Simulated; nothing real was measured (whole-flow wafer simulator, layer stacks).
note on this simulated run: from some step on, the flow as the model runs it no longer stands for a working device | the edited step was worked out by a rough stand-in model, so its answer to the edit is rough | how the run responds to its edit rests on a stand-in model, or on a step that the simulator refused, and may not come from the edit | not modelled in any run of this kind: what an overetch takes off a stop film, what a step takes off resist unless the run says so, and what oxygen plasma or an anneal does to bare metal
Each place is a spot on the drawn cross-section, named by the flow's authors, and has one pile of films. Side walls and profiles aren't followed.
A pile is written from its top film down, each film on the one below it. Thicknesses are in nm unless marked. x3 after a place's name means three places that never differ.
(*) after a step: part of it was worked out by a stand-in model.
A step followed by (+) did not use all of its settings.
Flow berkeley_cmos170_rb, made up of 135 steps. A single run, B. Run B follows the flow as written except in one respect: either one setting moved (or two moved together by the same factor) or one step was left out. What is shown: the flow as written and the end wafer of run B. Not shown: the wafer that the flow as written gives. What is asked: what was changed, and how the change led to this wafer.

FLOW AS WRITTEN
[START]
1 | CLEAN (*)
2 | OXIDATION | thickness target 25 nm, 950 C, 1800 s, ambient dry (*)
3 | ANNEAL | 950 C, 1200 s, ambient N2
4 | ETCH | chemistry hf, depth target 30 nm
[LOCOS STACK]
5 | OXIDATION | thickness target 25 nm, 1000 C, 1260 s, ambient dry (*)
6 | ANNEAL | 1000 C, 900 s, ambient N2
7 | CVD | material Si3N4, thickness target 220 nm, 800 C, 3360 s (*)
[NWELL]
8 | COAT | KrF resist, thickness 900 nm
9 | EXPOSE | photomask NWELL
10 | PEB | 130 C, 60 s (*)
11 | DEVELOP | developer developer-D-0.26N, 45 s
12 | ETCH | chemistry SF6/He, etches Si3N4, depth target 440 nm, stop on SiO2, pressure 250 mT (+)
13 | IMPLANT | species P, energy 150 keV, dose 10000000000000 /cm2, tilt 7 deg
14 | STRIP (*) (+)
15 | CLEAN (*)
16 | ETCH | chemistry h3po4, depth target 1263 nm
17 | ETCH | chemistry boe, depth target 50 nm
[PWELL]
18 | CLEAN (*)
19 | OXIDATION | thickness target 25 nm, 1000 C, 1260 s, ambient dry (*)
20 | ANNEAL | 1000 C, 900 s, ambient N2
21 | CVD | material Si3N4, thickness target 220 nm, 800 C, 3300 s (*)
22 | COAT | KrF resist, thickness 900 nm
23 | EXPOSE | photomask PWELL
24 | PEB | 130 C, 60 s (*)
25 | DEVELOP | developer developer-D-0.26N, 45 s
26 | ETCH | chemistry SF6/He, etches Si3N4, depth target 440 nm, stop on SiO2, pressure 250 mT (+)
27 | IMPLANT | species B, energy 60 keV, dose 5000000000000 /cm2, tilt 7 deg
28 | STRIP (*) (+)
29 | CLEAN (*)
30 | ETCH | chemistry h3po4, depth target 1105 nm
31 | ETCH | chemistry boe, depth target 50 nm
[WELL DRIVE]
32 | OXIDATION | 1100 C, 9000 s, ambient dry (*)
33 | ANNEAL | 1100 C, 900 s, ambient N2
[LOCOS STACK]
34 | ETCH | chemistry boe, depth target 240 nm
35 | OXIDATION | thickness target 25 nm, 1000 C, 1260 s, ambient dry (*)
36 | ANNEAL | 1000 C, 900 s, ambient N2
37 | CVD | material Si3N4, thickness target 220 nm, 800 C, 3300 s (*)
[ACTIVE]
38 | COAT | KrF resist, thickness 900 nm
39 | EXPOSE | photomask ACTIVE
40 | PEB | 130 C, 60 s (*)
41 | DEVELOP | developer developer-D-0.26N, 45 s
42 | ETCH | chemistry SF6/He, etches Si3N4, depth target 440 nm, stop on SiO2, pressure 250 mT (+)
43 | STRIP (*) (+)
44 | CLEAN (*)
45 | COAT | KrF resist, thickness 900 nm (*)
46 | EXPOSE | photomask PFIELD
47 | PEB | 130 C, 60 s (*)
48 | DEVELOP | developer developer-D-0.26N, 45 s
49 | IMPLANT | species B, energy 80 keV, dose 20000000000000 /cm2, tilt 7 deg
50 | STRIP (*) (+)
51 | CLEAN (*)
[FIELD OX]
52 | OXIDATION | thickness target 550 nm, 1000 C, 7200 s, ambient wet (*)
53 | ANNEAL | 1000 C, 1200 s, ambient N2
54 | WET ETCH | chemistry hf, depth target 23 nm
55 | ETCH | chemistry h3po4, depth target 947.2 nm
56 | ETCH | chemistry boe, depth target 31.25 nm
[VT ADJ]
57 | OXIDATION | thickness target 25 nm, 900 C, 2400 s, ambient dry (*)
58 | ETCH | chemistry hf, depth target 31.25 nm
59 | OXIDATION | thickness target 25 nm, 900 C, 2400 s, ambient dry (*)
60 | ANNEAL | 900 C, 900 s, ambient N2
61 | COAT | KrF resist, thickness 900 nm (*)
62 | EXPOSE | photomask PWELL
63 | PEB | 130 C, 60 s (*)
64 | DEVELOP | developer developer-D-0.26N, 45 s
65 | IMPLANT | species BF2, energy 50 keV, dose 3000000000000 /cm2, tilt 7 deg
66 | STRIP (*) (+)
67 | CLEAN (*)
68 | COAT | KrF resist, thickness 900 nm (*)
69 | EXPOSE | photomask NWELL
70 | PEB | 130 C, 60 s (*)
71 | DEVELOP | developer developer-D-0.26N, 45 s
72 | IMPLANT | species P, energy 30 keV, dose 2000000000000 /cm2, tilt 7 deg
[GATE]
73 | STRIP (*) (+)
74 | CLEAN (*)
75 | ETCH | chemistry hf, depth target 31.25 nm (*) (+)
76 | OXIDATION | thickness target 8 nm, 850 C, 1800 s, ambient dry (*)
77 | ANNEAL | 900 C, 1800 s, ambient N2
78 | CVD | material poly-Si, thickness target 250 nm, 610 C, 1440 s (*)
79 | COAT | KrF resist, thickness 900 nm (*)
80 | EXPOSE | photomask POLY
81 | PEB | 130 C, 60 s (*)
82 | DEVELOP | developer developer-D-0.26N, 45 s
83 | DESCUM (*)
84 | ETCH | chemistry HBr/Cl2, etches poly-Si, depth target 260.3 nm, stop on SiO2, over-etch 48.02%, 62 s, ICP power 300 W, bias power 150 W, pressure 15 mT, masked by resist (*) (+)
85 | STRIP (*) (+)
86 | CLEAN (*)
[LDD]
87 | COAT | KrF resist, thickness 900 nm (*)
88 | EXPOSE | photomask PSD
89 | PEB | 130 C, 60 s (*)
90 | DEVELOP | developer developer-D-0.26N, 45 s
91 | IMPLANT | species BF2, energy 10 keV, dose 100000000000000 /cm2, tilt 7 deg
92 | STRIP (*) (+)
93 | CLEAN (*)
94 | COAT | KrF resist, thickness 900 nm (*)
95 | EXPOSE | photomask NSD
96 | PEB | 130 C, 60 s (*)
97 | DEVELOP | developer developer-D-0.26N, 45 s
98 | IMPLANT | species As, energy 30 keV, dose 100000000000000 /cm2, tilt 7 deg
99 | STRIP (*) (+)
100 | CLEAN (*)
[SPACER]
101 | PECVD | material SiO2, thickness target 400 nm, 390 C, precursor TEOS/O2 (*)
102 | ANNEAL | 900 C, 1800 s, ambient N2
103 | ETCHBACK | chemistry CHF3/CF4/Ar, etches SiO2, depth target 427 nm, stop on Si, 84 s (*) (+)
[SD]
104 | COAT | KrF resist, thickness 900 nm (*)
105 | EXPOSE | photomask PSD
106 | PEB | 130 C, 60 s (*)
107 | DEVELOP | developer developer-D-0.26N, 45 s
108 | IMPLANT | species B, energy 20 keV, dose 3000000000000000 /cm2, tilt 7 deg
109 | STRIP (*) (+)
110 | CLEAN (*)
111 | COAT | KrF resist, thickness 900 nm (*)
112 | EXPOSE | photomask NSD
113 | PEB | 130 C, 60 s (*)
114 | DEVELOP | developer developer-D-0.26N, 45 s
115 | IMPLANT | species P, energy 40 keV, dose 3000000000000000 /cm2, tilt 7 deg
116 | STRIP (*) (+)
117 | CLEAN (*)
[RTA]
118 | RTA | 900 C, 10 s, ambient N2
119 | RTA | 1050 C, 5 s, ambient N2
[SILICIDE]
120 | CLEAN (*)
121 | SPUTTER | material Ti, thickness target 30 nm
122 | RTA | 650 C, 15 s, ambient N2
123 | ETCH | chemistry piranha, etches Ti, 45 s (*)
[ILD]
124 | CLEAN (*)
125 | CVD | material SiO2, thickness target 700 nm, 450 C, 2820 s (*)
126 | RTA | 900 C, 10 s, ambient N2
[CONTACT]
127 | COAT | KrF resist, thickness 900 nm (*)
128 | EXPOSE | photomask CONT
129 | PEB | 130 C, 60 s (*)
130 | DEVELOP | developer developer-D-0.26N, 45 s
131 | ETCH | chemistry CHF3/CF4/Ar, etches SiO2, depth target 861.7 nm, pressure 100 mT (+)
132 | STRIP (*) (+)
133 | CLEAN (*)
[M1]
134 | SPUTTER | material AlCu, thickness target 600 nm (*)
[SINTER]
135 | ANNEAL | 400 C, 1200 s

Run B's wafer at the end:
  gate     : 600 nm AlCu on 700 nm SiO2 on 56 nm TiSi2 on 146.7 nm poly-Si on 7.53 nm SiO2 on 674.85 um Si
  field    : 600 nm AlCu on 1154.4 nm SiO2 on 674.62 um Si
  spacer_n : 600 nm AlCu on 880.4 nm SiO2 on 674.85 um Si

The reason: step 78, CVD: thickness target 200 nm was run, while the flow as written has thickness target 250 nm.

Step by step, how the change led to this:
  78 | CVD | material poly-Si, thickness target 250 nm, 610 C, 1440 s (*)
      field, sd_n, spacer_n and 6 more: +200 poly-Si (new film) (it would be, as written: +250 poly-Si (new film))
  84 | ETCH | chemistry HBr/Cl2, etches poly-Si, depth target 260.3 nm, stop on SiO2, over-etch 48.02%, 62 s, ICP power 300 W, bias power 150 W, pressure 15 mT, masked by resist (*) (+)
      field, sd_n, spacer_n, sd_p, spacer_p, contact, m1: -200 poly-Si (all of it), -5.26 SiO2 (it would be, as written: -250 poly-Si (all of it), -1.42 SiO2)
  87 | COAT | KrF resist, thickness 900 nm (*)
      gate: +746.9 KrF resist (new film) (it would be, as written: +706 KrF resist (new film))
      gate_p: +747.3 KrF resist (new film) (it would be, as written: +706.3 KrF resist (new film))
  90 | DEVELOP | developer developer-D-0.26N, 45 s
      gate_p: -747.3 KrF resist (all of it) (it would be, as written: -706.3 KrF resist (all of it))
  92 | STRIP (*) (+)
      gate: -732.7 KrF resist (all of it) (it would be, as written: -691.8 KrF resist (all of it))
  94 | COAT | KrF resist, thickness 900 nm (*)
      gate: +746.9 KrF resist (new film) (it would be, as written: +706 KrF resist (new film))
      gate_p: +747.3 KrF resist (new film) (it would be, as written: +706.3 KrF resist (new film))
  97 | DEVELOP | developer developer-D-0.26N, 45 s
      gate: -746.9 KrF resist (all of it) (it would be, as written: -706 KrF resist (all of it))
  99 | STRIP (*) (+)
      gate_p: -733.1 KrF resist (all of it) (it would be, as written: -692.1 KrF resist (all of it))
  103 | ETCHBACK | chemistry CHF3/CF4/Ar, etches SiO2, depth target 427 nm, stop on Si, 84 s (*) (+)
      spacer_n: -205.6 SiO2 (it would be, as written: -157.9 SiO2)
      spacer_p: -205.5 SiO2 (it would be, as written: -157.9 SiO2)
  104 | COAT | KrF resist, thickness 900 nm (*)
      spacer_n: +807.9 KrF resist (new film) (it would be, as written: +766.3 KrF resist (new film))
      gate: +782.8 KrF resist (new film) (it would be, as written: +742.1 KrF resist (new film))
      (also at 2 further places)
  107 | DEVELOP | developer developer-D-0.26N, 45 s
      spacer_p: -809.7 KrF resist (all of it) (it would be, as written: -767.7 KrF resist (all of it))
      gate_p: -784.2 KrF resist (all of it) (it would be, as written: -743.2 KrF resist (all of it))
  109 | STRIP (*) (+)
      spacer_n: -793.7 KrF resist (all of it) (it would be, as written: -752.1 KrF resist (all of it))
      gate: -768.6 KrF resist (all of it) (it would be, as written: -727.9 KrF resist (all of it))
  111 | COAT | KrF resist, thickness 900 nm (*)
      spacer_n: +807.9 KrF resist (new film) (it would be, as written: +766.3 KrF resist (new film))
      gate: +782.8 KrF resist (new film) (it would be, as written: +742.1 KrF resist (new film))
      (also at 2 further places)
  114 | DEVELOP | developer developer-D-0.26N, 45 s
      spacer_n: -807.9 KrF resist (all of it) (it would be, as written: -766.3 KrF resist (all of it))
      gate: -782.8 KrF resist (all of it) (it would be, as written: -742.1 KrF resist (all of it))
  116 | STRIP (*) (+)
      spacer_p: -795.5 KrF resist (all of it) (it would be, as written: -753.5 KrF resist (all of it))
      gate_p: -770 KrF resist (all of it) (it would be, as written: -729 KrF resist (all of it))
  121 | SPUTTER | material Ti, thickness target 30 nm
      spacer_n, spacer_p: +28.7 Ti (new film) (it would be, as written: +30 Ti (new film))
      sd_p: +25.4 Ti (new film) (it would be, as written: +27.1 Ti (new film))
  ... another 5 steps ...
  134 | SPUTTER | material AlCu, thickness target 600 nm (*)
      sd_p: +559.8 AlCu (new film) (it would be, as written: +545.9 AlCu (new film))
